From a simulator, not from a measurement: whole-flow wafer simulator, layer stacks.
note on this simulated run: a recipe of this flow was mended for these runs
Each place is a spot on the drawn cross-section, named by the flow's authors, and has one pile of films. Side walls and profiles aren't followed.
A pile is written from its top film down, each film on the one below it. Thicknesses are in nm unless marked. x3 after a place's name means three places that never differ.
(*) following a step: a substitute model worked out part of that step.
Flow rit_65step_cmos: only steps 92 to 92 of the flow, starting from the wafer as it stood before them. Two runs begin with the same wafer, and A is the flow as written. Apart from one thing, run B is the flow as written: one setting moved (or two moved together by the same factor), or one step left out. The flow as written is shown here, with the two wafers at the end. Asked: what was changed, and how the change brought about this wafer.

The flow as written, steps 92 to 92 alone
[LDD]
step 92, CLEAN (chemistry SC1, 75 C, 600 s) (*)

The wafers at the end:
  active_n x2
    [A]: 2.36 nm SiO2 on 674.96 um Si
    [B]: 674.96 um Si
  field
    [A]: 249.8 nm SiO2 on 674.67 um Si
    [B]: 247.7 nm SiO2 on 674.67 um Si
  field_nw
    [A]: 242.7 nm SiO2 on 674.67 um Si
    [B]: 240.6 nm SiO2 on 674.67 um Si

The reason: step 92, CLEAN: 88 C was run, though the flow has 75 C.

How this came from the change, step by step:
  step 92, CLEAN (chemistry SC1, 75 C, 600 s) (*)
      active_n x2, spacer x6: A SiO2 loses 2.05 | B SiO2 loses 4.41 (all of it)
      field, field_pw, field_nw, field_p: A SiO2 loses 2.05 | B SiO2 loses 4.2
      (and at 2 other places as well)
